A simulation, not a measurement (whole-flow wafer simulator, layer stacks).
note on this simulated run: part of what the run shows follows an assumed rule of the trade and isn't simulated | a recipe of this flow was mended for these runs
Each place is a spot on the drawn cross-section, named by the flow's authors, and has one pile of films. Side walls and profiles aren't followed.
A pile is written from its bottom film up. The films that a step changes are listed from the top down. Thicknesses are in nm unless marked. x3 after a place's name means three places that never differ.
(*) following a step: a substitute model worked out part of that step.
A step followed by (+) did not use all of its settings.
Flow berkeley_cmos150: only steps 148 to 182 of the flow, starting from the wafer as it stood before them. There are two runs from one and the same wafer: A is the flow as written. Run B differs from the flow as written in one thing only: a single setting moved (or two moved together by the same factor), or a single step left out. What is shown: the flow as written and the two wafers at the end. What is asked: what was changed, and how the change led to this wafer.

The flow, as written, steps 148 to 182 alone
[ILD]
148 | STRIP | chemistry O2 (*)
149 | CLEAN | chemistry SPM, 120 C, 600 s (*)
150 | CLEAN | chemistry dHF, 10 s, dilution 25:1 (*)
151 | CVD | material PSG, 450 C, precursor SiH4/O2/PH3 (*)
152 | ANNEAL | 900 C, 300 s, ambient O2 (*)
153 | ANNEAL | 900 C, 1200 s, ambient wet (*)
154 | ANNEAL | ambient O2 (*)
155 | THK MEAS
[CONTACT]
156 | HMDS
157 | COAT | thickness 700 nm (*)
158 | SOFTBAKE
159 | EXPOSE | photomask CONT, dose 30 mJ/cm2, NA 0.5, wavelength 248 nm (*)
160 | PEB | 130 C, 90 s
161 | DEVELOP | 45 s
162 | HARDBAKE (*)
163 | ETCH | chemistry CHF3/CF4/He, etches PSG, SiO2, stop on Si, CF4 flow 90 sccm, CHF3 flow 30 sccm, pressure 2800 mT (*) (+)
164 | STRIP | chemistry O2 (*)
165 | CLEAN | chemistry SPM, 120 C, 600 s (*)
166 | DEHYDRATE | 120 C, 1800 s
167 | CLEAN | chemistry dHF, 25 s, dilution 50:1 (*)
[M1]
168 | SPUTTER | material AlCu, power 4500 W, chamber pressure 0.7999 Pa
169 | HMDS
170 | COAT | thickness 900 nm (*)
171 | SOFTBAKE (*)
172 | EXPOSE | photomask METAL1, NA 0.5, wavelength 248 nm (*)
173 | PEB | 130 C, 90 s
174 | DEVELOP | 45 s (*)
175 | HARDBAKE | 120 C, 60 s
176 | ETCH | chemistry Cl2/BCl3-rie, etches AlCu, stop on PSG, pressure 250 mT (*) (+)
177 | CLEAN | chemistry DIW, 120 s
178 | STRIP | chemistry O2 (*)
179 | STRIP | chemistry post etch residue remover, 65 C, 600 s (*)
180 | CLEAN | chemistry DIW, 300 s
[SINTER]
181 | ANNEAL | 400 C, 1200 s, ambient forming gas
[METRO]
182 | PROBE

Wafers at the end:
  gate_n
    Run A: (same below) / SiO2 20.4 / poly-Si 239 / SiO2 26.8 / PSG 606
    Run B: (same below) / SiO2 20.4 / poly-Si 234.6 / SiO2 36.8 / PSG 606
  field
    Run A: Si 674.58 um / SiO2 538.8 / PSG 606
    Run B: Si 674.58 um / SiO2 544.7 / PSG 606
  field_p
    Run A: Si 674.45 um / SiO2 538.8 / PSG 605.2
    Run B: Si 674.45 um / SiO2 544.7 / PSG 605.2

What caused this: step 153, ANNEAL: 935 C was run, though the flow has 900 C.

How this came from the change, step by step:
  153 | ANNEAL | 900 C, 1200 s, ambient wet (*)
      sd_n, contact, m1: A PSG loses 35, SiO2 gains 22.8, Si loses 10 | B PSG loses 35, SiO2 gains 32.1, Si loses 14.1
      field, field_p: A PSG loses 35, SiO2 gains 16.3, Si loses 7.15 | B PSG loses 35, SiO2 gains 22.1, Si loses 9.74
      (also at 3 further places)
  163 | ETCH | chemistry CHF3/CF4/He, etches PSG, SiO2, stop on Si, CF4 flow 90 sccm, CHF3 flow 30 sccm, pressure 2800 mT (*) (+)
      contact: A PSG loses 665 (all of it), SiO2 loses 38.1 (all of it), Si loses 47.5 | B PSG loses 665 (all of it), SiO2 loses 47.4 (all of it), Si loses 47.5
